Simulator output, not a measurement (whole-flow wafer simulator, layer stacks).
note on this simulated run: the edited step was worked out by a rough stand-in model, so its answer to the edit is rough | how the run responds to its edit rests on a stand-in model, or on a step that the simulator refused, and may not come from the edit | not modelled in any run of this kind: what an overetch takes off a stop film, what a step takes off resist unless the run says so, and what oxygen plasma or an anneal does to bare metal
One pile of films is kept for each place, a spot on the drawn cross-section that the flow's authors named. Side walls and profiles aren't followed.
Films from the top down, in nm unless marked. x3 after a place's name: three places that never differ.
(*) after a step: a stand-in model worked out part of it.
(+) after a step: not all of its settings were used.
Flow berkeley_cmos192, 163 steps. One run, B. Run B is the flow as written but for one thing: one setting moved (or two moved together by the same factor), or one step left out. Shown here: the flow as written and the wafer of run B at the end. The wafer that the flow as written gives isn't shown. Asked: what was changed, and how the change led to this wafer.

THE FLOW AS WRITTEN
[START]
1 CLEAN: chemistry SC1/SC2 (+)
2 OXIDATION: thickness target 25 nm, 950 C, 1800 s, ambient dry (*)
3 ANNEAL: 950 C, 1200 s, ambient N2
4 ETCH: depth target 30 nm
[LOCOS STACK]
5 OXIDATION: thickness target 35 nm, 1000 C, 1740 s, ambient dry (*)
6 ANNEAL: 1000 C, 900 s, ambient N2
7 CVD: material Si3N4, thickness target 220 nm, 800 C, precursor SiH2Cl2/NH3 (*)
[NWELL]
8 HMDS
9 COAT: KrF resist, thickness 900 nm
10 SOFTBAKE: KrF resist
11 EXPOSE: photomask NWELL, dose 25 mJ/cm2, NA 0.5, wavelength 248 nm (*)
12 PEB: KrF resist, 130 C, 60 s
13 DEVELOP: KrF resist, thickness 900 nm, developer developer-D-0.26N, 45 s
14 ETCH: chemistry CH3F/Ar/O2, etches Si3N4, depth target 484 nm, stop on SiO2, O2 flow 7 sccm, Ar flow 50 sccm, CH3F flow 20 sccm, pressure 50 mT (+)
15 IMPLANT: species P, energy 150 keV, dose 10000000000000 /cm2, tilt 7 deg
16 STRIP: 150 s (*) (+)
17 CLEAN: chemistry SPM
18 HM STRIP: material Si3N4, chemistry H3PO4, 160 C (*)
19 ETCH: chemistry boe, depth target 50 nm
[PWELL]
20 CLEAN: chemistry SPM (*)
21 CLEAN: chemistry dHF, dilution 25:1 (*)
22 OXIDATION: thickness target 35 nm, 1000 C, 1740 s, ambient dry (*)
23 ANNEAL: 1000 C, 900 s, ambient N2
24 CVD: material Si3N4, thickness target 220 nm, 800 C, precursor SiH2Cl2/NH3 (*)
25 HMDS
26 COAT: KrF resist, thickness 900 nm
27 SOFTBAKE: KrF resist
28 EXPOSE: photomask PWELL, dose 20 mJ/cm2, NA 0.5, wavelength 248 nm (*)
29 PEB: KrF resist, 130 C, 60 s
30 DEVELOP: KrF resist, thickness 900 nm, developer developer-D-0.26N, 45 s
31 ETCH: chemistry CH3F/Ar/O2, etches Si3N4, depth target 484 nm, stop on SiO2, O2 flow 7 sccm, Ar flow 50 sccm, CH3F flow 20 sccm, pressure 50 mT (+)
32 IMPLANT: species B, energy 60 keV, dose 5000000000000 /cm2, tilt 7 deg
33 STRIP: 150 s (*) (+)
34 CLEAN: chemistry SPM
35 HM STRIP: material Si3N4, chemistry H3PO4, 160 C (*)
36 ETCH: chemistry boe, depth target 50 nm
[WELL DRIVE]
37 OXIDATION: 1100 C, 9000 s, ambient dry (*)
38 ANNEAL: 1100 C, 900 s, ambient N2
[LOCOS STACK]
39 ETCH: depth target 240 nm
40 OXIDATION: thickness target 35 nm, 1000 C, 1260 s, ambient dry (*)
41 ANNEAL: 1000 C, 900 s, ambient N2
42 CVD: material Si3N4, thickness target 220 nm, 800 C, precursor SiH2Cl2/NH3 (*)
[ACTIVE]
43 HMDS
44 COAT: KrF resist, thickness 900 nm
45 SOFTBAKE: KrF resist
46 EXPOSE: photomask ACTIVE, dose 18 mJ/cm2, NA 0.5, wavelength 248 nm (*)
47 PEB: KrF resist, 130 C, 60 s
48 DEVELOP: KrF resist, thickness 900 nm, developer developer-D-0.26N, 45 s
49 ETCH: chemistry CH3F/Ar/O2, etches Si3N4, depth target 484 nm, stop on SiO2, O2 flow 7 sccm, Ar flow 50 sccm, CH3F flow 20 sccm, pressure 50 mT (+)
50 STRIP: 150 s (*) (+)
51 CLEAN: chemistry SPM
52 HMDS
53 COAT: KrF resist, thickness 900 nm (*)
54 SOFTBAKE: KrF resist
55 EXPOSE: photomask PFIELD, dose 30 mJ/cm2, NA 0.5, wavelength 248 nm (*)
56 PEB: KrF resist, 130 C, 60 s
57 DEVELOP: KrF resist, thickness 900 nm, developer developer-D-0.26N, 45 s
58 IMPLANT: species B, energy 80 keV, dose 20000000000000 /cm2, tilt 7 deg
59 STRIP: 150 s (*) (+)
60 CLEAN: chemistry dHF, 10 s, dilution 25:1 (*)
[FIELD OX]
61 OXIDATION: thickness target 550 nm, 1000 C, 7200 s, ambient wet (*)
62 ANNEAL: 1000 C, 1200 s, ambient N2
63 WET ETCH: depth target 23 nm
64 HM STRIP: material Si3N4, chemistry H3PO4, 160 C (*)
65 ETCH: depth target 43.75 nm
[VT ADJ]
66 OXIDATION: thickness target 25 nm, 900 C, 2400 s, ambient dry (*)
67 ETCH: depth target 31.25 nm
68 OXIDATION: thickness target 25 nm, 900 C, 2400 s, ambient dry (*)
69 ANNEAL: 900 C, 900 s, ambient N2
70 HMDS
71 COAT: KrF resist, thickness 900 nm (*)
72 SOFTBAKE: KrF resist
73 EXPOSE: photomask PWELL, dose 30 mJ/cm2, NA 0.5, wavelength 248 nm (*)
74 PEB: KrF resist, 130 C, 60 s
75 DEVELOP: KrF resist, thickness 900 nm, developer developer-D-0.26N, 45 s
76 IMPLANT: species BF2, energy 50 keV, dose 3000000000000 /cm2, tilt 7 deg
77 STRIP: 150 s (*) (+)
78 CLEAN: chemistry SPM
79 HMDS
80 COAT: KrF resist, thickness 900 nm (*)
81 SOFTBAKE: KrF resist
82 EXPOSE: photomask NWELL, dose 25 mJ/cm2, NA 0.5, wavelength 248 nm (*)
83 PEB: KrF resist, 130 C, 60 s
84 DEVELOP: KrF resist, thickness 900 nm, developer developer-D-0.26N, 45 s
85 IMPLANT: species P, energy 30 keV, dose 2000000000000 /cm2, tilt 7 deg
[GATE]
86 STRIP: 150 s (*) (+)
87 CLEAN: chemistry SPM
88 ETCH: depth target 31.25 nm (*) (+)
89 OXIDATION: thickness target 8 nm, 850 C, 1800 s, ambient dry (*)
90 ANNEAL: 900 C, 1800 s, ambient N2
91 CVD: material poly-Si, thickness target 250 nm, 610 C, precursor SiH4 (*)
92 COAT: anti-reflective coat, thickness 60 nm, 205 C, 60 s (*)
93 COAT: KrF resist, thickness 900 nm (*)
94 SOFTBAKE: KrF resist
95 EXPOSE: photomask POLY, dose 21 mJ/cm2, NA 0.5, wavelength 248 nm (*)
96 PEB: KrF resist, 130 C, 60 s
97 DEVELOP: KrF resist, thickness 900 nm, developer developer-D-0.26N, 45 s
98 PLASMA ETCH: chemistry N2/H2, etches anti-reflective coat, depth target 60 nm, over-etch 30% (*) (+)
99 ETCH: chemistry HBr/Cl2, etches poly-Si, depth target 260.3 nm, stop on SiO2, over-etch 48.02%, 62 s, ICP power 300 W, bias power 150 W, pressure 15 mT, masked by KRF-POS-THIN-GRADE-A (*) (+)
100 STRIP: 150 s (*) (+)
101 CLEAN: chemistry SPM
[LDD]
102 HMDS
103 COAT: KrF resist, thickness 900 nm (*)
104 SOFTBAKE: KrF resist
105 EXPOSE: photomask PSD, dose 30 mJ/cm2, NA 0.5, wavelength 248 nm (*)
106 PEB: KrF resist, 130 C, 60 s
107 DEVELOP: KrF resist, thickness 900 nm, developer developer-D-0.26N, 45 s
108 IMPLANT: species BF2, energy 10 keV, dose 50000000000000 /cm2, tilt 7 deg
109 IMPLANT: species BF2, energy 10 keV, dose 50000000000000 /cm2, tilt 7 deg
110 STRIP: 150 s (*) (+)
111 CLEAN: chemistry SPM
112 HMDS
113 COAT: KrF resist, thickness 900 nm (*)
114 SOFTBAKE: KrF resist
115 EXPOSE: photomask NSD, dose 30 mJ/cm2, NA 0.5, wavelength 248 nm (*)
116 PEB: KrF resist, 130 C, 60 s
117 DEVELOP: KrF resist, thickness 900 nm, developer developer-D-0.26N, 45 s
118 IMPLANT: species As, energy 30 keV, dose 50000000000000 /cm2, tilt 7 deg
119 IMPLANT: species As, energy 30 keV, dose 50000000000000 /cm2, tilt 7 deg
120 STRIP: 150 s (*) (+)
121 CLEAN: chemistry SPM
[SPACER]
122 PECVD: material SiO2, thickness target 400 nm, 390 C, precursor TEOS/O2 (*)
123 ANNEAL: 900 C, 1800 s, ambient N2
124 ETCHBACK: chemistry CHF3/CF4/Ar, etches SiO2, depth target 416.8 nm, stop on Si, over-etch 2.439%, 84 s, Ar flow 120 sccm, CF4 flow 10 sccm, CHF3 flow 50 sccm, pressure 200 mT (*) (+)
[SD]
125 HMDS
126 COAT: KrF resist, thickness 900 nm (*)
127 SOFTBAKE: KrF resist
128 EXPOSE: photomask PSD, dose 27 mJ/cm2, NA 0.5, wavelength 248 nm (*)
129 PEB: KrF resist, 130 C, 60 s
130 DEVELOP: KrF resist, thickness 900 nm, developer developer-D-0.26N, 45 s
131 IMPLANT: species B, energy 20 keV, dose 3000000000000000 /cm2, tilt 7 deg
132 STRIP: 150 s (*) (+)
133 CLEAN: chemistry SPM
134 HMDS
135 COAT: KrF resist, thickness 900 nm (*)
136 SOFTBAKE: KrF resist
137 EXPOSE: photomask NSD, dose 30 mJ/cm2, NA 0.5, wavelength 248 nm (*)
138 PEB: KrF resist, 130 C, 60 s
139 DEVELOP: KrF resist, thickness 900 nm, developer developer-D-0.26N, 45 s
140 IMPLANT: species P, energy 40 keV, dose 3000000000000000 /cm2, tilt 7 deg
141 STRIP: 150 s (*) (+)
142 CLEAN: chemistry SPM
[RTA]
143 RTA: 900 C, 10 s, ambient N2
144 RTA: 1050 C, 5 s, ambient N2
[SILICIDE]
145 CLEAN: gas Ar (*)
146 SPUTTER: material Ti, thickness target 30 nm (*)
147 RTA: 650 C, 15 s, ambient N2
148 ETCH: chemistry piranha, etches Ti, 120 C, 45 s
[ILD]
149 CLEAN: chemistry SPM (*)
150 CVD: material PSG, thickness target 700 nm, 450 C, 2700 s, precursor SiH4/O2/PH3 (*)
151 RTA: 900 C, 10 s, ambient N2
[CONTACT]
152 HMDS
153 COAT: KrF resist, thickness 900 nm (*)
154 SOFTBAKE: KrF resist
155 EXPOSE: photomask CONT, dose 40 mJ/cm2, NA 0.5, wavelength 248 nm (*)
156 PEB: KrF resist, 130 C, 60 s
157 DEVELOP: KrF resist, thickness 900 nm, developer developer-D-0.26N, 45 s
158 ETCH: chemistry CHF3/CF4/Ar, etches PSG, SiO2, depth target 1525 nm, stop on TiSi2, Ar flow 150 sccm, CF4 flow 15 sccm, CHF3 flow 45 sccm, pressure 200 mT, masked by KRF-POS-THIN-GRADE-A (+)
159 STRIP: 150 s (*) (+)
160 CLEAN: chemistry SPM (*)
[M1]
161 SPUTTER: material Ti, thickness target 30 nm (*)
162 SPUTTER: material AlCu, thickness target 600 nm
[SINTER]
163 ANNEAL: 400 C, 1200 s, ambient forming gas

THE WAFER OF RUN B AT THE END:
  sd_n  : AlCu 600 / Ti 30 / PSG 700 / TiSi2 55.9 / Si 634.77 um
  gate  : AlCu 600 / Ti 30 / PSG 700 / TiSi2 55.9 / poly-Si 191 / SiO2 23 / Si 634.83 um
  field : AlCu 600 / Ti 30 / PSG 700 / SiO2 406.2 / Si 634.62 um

The cause: step 66, OXIDATION: 1080 C was run, where the flow has 900 C.

How the change led to this, step by step:
  66 OXIDATION: thickness target 25 nm, 900 C, 2400 s, ambient dry (*)
      sd_n, spacer_n, gate, sd_p, spacer_p, gate_p, contact, m1: SiO2 +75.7 (new film), Si -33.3 (as written it would be: SiO2 +14.9 (new film), Si -6.57)
      field: SiO2 +12.8, Si -5.64 (as written it would be: SiO2 +1.6, Si -0.7)
  67 ETCH: depth target 31.25 nm
      sd_n, spacer_n, gate, sd_p, spacer_p, gate_p, contact, m1: SiO2 -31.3 (as written it would be: SiO2 -14.9 (all of it))
  68 OXIDATION: thickness target 25 nm, 900 C, 2400 s, ambient dry (*)
      spacer_n, gate, spacer_p, gate_p, contact, m1: SiO2 +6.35, Si -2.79 (as written it would be: SiO2 +14.9 (new film), Si -6.57)
      sd_n, sd_p: SiO2 +6.35, Si -2.8 (as written it would be: SiO2 +14.9 (new film), Si -6.57)
  88 ETCH: depth target 31.25 nm (*) (+)
      sd_n, spacer_n, gate, sd_p, spacer_p, gate_p, contact, m1: SiO2 -31.2 (as written it would be: SiO2 -14.9 (all of it))
  89 OXIDATION: thickness target 8 nm, 850 C, 1800 s, ambient dry (*)
      sd_n, spacer_n, gate, sd_p, spacer_p, gate_p, contact, m1: SiO2 +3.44, Si -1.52 (as written it would be: SiO2 +7.48 (new film), Si -3.29)
  92 COAT: anti-reflective coat, thickness 60 nm, 205 C, 60 s (*)
      sd_n: anti-reflective coat +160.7 (new film) (as written it would be: anti-reflective coat +152.4 (new film))
      spacer_n: anti-reflective coat +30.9 (new film) (as written it would be: anti-reflective coat +33.8 (new film))
      (and at 5 more places)
  98 PLASMA ETCH: chemistry N2/H2, etches anti-reflective coat, depth target 60 nm, over-etch 30% (*) (+)
      sd_n: anti-reflective coat -160.7 (all of it), poly-Si -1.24 (as written it would be: anti-reflective coat -152.4 (all of it), poly-Si -1.17)
      spacer_n: anti-reflective coat -30.9 (all of it), poly-Si -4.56 (as written it would be: anti-reflective coat -33.8 (all of it), poly-Si -4.21)
      (and at 3 more places)
  100 STRIP: 150 s (*) (+)
      gate: chemical SiO2 +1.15 (new film), KrF resist -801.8 (all of it), anti-reflective coat -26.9 (all of it), poly-Si -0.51 (as written it would be: chemical SiO2 +1.15 (new film), KrF resist -791.8 (all of it), anti-reflective coat -30 (all of it), poly-Si -0.51)
      gate_p: chemical SiO2 +1.15 (new film), KrF resist -771.7 (all of it), anti-reflective coat -28.8 (all of it), poly-Si -0.51 (as written it would be: chemical SiO2 +1.15 (new film), KrF resist -765.1 (all of it), anti-reflective coat -31 (all of it), poly-Si -0.51)
  124 ETCHBACK: chemistry CHF3/CF4/Ar, etches SiO2, depth target 416.8 nm, stop on Si, over-etch 2.439%, 84 s, Ar flow 120 sccm, CF4 flow 10 sccm, CHF3 flow 50 sccm, pressure 200 mT (*) (+)
      sd_n: SiO2 -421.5 (all of it) (as written it would be: SiO2 -406 (all of it))
      sd_p: SiO2 -406 (all of it) (as written it would be: SiO2 -391.4 (all of it))
      (and at 2 more places)
  147 RTA: 650 C, 15 s, ambient N2
      sd_p: Ti -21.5, TiSi first +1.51 (new film), TiSi2 C49 +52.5 (new film), Si -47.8 (as written it would be: Ti -21.9, TiSi first +2.35 (new film), TiSi2 C49 +52.1 (new film), Si -48.1)
  151 RTA: 900 C, 10 s, ambient N2
      sd_p: under 1 film: TiSi2 +51.4 (new film), TiSi first -1.41 (all of it), TiSi2 C49 -52.5 (all of it), Si -0.94 (as written it would be: under 1 film: TiSi2 +52.2 (new film), TiSi first -2.25 (all of it), TiSi2 C49 -52.1 (all of it), Si -1.5)
  159 STRIP: 150 s (*) (+)
      sd_n: KrF resist -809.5 (all of it) (as written it would be: KrF resist -792.3 (all of it))
      sd_p: KrF resist -862.9 (all of it) (as written it would be: KrF resist -841.6 (all of it))
  162 SPUTTER: material AlCu, thickness target 600 nm
      sd_p: AlCu +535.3 (new film) (as written it would be: AlCu +551.2 (new film))
